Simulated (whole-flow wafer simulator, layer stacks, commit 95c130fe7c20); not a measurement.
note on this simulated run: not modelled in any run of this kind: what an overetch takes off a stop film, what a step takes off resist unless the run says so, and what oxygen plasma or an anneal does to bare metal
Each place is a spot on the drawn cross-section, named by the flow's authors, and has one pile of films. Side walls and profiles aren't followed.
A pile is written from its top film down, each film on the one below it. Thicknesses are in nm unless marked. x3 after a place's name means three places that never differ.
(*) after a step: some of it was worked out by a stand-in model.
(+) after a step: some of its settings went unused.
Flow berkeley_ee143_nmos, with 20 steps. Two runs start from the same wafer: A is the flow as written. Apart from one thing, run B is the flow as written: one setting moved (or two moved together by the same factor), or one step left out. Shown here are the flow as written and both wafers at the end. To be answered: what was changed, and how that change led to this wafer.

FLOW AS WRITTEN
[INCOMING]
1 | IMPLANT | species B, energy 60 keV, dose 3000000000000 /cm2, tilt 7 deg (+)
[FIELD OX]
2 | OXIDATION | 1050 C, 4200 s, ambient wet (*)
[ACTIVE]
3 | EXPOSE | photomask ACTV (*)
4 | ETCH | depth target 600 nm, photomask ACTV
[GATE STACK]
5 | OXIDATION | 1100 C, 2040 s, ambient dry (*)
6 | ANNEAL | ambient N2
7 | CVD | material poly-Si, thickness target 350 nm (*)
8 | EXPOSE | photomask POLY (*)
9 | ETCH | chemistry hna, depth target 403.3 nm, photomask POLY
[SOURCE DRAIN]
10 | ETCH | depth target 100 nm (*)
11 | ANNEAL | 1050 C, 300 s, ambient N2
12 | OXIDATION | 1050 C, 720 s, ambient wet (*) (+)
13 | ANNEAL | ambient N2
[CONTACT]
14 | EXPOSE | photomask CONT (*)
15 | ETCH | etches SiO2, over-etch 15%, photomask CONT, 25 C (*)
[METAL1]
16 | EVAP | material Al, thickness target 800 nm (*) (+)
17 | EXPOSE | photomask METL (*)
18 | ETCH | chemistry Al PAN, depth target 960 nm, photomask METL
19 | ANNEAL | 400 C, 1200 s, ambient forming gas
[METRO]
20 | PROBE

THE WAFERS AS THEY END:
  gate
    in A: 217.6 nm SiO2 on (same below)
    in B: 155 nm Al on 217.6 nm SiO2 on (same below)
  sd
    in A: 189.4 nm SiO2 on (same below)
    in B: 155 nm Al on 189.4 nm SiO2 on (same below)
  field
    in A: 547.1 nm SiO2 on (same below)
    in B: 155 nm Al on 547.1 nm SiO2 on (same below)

The reason: step 18, ETCH: depth target 645 nm was run, though the flow has depth target 960 nm.

How this came from the change, step by step:
  18 | ETCH | chemistry Al PAN, depth target 960 nm, photomask METL
      gate, sd, field: A -800 Al (all of it) | B -645 Al
With metal films that touch counted as one body, gate has 1 body; the flow as written gives 0 bodies.
With metal films that touch counted as one body, sd has 1 body; the flow as written gives 0 bodies.
With metal films that touch counted as one body, field has 1 body; the flow as written gives 0 bodies.
